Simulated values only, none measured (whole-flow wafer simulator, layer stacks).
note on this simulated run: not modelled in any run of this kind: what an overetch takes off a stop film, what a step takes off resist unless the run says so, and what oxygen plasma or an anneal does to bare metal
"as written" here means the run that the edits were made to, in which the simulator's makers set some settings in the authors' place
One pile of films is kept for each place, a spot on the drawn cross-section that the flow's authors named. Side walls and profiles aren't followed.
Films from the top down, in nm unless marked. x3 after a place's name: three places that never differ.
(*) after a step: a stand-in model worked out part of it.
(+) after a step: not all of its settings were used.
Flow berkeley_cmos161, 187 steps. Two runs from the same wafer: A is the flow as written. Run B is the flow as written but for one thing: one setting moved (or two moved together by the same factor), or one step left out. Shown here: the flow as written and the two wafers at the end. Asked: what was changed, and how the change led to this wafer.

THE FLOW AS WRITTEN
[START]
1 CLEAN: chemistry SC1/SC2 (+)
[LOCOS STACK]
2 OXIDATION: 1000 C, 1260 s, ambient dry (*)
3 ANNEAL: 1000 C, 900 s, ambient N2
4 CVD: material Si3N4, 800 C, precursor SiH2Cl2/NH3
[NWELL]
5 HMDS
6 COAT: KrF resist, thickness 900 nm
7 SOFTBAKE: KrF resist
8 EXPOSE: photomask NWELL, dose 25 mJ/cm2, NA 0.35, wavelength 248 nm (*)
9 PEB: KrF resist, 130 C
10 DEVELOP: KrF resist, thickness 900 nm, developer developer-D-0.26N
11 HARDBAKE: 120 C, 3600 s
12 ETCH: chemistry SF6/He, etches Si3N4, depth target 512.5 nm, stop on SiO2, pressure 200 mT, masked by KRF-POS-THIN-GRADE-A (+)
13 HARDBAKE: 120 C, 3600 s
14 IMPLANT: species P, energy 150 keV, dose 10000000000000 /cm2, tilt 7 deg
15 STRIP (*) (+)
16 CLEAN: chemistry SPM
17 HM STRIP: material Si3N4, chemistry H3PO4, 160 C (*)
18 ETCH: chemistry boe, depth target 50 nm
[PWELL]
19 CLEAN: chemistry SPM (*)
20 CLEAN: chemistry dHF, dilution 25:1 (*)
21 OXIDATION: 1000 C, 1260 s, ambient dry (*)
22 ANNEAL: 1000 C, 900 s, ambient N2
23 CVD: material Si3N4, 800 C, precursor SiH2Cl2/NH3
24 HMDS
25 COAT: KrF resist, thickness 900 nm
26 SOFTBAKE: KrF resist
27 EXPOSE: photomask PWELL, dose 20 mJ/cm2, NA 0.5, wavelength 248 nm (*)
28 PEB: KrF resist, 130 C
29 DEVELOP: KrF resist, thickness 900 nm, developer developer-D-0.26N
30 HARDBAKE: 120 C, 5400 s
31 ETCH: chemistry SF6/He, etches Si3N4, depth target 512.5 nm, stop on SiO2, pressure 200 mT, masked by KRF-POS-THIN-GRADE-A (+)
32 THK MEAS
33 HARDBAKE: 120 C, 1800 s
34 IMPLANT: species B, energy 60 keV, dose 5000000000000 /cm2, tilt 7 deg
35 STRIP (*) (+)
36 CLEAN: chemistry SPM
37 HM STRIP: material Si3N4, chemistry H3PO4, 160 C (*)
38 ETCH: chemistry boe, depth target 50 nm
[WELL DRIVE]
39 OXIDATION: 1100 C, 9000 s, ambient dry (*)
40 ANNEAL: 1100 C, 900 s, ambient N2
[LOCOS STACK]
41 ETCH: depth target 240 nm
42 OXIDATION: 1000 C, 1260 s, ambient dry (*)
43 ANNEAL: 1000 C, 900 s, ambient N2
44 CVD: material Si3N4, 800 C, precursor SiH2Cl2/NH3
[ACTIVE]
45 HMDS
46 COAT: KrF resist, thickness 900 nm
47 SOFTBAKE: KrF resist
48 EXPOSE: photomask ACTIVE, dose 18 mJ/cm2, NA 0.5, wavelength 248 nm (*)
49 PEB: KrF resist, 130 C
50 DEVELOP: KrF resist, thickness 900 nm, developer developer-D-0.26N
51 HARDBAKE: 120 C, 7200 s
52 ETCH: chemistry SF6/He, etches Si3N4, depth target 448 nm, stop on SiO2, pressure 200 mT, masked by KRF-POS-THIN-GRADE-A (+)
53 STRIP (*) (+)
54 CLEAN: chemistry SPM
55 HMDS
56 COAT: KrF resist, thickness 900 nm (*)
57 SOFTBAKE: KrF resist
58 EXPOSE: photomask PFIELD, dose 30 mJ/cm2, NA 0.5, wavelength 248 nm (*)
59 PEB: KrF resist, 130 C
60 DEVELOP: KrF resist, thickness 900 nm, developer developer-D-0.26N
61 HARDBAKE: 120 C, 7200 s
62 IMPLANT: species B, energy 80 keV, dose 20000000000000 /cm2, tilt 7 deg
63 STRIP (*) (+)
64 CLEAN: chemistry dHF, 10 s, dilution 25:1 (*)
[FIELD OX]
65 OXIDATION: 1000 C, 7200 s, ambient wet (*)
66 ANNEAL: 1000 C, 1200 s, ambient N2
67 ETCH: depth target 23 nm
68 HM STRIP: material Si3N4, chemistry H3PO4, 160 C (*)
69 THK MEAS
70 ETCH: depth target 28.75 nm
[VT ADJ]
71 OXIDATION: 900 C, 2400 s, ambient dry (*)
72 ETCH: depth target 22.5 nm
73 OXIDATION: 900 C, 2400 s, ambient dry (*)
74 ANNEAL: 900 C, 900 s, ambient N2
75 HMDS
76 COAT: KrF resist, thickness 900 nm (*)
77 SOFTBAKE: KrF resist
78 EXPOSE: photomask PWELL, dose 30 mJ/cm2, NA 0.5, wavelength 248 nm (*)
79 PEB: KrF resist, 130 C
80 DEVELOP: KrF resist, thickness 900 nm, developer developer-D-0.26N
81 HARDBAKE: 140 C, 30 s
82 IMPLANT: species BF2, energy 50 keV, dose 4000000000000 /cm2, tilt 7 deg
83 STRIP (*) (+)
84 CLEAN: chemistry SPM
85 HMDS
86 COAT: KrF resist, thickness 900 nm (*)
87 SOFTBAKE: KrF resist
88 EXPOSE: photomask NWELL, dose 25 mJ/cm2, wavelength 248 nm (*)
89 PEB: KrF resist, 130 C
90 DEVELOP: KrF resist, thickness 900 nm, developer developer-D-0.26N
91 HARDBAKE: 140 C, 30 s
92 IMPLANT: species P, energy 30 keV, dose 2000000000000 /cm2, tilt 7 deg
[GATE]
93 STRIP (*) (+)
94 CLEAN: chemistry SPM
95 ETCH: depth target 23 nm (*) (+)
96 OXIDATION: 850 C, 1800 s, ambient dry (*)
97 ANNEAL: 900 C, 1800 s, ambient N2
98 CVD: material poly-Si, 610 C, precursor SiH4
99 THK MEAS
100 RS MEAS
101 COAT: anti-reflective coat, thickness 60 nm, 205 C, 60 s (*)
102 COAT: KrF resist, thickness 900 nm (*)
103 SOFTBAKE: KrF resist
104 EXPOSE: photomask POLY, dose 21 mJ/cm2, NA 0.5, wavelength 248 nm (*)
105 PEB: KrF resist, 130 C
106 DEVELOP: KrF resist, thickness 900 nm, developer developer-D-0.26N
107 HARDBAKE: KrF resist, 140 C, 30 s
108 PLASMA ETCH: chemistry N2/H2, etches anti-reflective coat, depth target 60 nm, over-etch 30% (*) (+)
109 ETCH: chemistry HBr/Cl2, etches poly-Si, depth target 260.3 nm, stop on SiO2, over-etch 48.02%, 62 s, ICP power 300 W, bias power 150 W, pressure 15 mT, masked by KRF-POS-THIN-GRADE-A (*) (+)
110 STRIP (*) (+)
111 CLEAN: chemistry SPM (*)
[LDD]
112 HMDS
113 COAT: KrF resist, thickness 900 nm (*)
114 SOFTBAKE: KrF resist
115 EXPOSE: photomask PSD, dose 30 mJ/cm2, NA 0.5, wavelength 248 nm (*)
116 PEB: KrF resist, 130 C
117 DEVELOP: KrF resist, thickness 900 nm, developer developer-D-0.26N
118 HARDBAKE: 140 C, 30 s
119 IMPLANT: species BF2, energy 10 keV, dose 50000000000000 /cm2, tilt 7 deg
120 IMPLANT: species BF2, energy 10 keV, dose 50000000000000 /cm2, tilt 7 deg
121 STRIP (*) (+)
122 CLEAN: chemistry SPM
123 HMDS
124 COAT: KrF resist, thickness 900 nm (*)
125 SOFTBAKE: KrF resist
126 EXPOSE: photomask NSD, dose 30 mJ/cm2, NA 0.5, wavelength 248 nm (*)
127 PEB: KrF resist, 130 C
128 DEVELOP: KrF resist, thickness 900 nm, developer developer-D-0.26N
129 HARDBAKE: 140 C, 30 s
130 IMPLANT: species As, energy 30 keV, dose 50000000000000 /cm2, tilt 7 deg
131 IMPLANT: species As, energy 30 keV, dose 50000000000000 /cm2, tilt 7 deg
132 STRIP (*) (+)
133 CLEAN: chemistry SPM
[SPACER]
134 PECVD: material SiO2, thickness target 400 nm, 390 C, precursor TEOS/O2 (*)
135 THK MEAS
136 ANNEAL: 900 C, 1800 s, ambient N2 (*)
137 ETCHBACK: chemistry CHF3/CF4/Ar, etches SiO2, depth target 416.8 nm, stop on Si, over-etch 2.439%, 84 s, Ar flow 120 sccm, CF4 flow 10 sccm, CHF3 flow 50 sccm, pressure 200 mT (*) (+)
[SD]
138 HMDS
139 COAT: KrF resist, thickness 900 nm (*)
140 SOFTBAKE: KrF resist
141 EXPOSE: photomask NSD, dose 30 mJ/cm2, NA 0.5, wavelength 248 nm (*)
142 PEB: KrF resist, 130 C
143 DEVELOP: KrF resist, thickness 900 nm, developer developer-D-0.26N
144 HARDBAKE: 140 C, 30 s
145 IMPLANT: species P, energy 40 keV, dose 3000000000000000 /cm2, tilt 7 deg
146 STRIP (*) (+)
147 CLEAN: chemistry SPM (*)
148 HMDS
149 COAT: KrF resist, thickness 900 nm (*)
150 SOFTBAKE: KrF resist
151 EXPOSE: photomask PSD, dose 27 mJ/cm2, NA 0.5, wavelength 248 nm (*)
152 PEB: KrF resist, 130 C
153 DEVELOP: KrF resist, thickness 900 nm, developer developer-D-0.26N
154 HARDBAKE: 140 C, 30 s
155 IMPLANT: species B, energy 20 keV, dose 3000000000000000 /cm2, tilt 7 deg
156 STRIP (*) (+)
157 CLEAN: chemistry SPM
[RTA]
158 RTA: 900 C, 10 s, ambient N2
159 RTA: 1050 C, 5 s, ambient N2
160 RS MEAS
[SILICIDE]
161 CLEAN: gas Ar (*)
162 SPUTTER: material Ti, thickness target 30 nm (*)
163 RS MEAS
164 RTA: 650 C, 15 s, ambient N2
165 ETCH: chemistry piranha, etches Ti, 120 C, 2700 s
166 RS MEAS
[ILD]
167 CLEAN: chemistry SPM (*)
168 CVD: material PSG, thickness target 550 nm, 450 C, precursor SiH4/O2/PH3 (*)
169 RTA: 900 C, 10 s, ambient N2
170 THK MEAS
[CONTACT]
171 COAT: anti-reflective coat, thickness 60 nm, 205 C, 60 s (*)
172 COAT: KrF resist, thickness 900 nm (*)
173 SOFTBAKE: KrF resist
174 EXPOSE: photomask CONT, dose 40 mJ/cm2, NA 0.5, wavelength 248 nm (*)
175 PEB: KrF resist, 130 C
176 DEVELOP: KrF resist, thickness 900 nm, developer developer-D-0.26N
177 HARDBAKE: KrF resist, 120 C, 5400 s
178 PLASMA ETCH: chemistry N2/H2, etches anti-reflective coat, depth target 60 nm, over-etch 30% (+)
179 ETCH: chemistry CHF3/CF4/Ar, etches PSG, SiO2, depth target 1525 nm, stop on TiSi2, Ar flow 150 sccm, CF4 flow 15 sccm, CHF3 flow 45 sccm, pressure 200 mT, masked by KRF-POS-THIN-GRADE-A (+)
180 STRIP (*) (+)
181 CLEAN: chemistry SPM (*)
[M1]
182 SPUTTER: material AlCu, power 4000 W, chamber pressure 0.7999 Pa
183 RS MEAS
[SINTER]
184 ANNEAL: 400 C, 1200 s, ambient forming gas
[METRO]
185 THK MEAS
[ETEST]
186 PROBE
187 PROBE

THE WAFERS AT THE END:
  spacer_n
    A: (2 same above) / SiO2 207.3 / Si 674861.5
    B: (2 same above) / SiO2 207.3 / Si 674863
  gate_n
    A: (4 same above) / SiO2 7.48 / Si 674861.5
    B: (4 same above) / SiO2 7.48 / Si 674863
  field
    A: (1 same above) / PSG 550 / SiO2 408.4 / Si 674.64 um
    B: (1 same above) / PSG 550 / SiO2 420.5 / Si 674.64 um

The cause: step 72, ETCH: depth target 10.35 nm was run, where the flow has depth target 22.5 nm.

How the change led to this, step by step:
  72 ETCH: depth target 22.5 nm
      sd_n, spacer_n, gate_n, sd_p, spacer_p, gate_p, contact, m1: A SiO2 -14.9 (all of it) | B SiO2 -10.3
      field: A SiO2 -22.5 | B SiO2 -10.3
  73 OXIDATION: 900 C, 2400 s, ambient dry (*)
      sd_n, spacer_n, gate_n, sd_p, spacer_p, gate_p, contact, m1: A SiO2 +14.9 (new film), Si -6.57 | B SiO2 +11.6, Si -5.08
  95 ETCH: depth target 23 nm (*) (+)
      sd_n, spacer_n, gate_n, sd_p, spacer_p, gate_p, contact, m1: A SiO2 -14.9 (all of it) | B SiO2 -16.1 (all of it)
  101 COAT: anti-reflective coat, thickness 60 nm, 205 C, 60 s (*)
      sd_n: A anti-reflective coat +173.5 (new film) | B anti-reflective coat +182 (new film)
      spacer_n: A anti-reflective coat +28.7 (new film) | B anti-reflective coat +26.7 (new film)
      (and at 4 more places)
  108 PLASMA ETCH: chemistry N2/H2, etches anti-reflective coat, depth target 60 nm, over-etch 30% (*) (+)
      sd_n: A anti-reflective coat -173.5 (all of it), poly-Si -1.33 | B anti-reflective coat -182 (all of it), poly-Si -1.4
      spacer_n: A anti-reflective coat -28.7 (all of it), poly-Si -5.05 | B anti-reflective coat -26.7 (all of it), poly-Si -5.38
      (and at 2 more places)
  110 STRIP (*) (+)
      gate_n: A chemical SiO2 +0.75 (new film), KrF resist -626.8 (all of it), anti-reflective coat -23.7 (all of it), poly-Si -0.33 | B chemical SiO2 +0.75 (new film), KrF resist -633.8 (all of it), anti-reflective coat -21.8 (all of it), poly-Si -0.33
      gate_p: A chemical SiO2 +0.75 (new film), KrF resist -598.2 (all of it), anti-reflective coat -27.9 (all of it), poly-Si -0.33 | B chemical SiO2 +0.75 (new film), KrF resist -602.3 (all of it), anti-reflective coat -26.9 (all of it), poly-Si -0.33
  171 COAT: anti-reflective coat, thickness 60 nm, 205 C, 60 s (*)
      sd_n: A anti-reflective coat +149.7 (new film) | B anti-reflective coat +158.5 (new film)
      m1: A anti-reflective coat +97.8 (new film) | B anti-reflective coat +100.7 (new film)
  180 STRIP (*) (+)
      sd_n: A KrF resist -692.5 (all of it), anti-reflective coat -149.7 (all of it) | B KrF resist -690.5 (all of it), anti-reflective coat -158.5 (all of it)
      m1: A KrF resist -739.9 (all of it), anti-reflective coat -97.8 (all of it) | B KrF resist -743.5 (all of it), anti-reflective coat -100.7 (all of it)
